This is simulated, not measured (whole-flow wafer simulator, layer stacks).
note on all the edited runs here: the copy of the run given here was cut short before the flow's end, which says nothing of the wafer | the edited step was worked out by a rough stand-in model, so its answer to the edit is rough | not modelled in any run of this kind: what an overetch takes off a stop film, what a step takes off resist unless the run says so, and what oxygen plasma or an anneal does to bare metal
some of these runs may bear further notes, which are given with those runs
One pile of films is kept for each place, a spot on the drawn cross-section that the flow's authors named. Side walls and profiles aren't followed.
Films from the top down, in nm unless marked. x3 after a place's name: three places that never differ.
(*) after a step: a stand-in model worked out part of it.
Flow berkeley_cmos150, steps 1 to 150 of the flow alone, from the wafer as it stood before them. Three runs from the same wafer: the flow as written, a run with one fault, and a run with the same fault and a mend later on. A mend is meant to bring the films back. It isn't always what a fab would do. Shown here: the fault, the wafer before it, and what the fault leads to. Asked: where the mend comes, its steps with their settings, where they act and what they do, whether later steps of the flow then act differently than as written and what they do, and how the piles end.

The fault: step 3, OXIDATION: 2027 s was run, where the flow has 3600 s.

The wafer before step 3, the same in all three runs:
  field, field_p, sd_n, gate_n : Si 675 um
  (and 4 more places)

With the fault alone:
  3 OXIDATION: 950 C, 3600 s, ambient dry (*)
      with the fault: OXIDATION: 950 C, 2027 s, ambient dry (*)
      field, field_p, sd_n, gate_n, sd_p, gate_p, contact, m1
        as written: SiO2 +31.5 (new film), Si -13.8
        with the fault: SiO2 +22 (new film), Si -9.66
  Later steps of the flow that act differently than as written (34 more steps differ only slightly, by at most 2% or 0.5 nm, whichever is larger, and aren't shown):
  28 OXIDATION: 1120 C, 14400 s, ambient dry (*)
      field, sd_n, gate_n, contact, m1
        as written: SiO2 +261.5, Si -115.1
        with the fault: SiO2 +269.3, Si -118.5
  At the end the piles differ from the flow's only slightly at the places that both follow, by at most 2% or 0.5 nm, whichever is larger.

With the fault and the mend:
  The mend comes after step 4.
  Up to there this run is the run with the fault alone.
  4a OXIDATION: 950 C, 1437 s, ambient dry (*) (the flow's step 3 once more, with other settings)
      field, field_p, sd_n, gate_n, sd_p, gate_p, contact, m1
        SiO2 +9.6, Si -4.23
  No later step of the flow acts differently than as written, at any place that is followed, by more than 2% or 0.5 nm, whichever is larger.
  At the end the piles are the same as the flow's at every place that both follow.
